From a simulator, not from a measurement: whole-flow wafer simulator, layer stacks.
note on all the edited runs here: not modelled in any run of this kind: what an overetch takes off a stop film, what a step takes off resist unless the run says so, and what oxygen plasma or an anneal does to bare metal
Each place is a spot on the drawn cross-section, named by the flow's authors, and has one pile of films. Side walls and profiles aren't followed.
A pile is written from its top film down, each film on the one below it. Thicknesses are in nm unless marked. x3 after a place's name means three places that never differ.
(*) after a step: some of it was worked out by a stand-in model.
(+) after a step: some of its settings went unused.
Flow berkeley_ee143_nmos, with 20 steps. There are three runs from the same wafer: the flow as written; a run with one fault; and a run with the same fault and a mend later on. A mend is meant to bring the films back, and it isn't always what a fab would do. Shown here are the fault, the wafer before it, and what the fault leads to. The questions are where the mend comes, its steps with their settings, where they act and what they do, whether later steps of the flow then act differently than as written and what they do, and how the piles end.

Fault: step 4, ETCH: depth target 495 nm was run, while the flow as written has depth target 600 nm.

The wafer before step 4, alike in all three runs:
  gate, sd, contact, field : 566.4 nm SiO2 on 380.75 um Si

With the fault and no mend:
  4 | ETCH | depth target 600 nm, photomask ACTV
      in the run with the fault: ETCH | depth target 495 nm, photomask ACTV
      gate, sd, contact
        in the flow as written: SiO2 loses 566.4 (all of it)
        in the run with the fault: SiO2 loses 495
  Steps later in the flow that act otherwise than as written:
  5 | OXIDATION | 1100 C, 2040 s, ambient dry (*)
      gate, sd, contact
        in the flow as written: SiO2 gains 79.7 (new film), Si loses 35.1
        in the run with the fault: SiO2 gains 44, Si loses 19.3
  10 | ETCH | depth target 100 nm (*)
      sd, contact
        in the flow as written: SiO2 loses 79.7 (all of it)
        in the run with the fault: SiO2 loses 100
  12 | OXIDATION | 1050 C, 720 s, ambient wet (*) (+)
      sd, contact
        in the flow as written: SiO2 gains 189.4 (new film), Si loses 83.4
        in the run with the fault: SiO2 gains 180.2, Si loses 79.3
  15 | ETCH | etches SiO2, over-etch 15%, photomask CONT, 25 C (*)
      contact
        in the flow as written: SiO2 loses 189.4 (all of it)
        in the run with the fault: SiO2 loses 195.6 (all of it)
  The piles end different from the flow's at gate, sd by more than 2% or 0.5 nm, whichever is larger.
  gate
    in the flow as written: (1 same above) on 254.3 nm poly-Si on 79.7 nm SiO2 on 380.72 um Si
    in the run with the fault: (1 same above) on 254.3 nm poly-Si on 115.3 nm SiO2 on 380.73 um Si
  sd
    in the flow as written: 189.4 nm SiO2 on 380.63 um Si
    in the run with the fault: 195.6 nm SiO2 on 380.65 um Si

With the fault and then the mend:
  The mend stands after step 4.
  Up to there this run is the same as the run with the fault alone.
  4a | ETCH | depth target 105 nm, photomask ACTV (the flow's step 4 again, with other settings)
      gate, sd, contact
        SiO2 loses 71.4 (all of it)
  Every later step of the flow that is run acts as written at every place that is followed.
  By the end, the piles equal the flow's at every place that both follow.
